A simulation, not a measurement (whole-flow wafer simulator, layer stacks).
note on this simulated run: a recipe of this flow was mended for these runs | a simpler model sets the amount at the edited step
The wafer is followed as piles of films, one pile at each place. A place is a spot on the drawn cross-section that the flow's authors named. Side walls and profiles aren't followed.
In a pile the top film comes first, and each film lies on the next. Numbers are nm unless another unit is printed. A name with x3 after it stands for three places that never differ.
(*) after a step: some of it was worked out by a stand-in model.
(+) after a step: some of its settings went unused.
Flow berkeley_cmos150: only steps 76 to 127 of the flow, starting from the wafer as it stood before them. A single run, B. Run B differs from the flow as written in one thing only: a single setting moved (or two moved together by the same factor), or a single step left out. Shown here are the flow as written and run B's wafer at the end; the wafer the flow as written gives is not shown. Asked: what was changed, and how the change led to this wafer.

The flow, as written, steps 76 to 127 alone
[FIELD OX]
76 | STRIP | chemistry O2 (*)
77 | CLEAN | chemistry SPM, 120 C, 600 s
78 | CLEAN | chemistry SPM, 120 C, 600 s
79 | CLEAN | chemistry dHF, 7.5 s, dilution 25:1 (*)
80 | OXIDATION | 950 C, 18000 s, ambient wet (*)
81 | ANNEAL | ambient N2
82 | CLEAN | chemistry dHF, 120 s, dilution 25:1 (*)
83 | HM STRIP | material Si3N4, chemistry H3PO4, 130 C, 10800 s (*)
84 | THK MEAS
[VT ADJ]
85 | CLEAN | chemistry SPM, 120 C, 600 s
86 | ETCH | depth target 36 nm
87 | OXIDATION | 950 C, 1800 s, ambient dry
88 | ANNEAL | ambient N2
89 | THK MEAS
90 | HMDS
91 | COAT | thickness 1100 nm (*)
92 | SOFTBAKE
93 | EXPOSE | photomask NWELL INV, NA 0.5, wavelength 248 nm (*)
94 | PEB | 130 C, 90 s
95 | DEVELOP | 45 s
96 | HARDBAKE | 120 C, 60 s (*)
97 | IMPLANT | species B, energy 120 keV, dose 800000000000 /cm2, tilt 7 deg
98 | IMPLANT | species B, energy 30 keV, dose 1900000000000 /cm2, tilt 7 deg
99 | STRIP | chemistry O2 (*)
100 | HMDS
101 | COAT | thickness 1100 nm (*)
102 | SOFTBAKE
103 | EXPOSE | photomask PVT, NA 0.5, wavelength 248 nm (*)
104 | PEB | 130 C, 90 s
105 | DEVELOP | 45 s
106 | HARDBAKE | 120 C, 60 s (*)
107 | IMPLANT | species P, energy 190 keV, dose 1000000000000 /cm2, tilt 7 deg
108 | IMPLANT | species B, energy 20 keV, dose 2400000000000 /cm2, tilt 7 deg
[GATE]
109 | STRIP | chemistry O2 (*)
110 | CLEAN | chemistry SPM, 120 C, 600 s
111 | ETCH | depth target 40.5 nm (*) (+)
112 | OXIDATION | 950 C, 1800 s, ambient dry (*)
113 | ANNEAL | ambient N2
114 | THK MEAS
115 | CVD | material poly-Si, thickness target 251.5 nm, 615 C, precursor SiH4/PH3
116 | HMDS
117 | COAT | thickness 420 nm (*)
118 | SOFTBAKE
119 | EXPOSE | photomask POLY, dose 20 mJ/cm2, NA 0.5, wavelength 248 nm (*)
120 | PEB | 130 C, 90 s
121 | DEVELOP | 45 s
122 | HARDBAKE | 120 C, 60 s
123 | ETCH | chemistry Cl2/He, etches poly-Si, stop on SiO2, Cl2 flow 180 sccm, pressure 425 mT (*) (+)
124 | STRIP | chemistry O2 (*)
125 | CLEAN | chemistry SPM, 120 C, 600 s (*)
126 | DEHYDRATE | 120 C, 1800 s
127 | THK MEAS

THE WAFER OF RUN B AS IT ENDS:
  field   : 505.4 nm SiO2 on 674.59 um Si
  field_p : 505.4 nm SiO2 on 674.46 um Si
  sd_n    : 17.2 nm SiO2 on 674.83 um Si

Cause: step 83, HM STRIP: 156 C was run, while the flow as written has 130 C.

Step by step, how the change led to this:
  83 | HM STRIP | material Si3N4, chemistry H3PO4, 130 C, 10800 s (*)
      sd_n, gate_n, contact, m1: -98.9 Si3N4 (all of it), -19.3 SiO2 (in the flow as written it would be: -98.9 Si3N4 (all of it), -1.88 SiO2)
      field, field_p: -21.9 SiO2 (in the flow as written it would be: -2.72 SiO2)
      (and at 2 other places as well)
  86 | ETCH | depth target 36 nm
      gate_n, sd_p, gate_p, contact, m1: -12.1 SiO2 (all of it) (in the flow as written it would be: -29.6 SiO2 (all of it))
  87 | OXIDATION | 950 C, 1800 s, ambient dry
      sd_n: +16.3 SiO2, -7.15 Si (in the flow as written it would be: +12.1 SiO2, -5.32 Si)
  111 | ETCH | depth target 40.5 nm (*) (+)
      sd_n: -27.1 SiO2 (all of it) (in the flow as written it would be: -40.4 SiO2 (all of it))
  124 | STRIP | chemistry O2 (*)
      gate_n: +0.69 chemical SiO2 (new film), -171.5 KrF-resist (all of it), -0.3 poly-Si (in the flow as written it would be: +0.69 chemical SiO2 (new film), -176.1 KrF-resist (all of it), -0.3 poly-Si)
      gate_p: +0.69 chemical SiO2 (new film), -207.9 KrF-resist (all of it), -0.3 poly-Si (in the flow as written it would be: +0.69 chemical SiO2 (new film), -213.2 KrF-resist (all of it), -0.3 poly-Si)
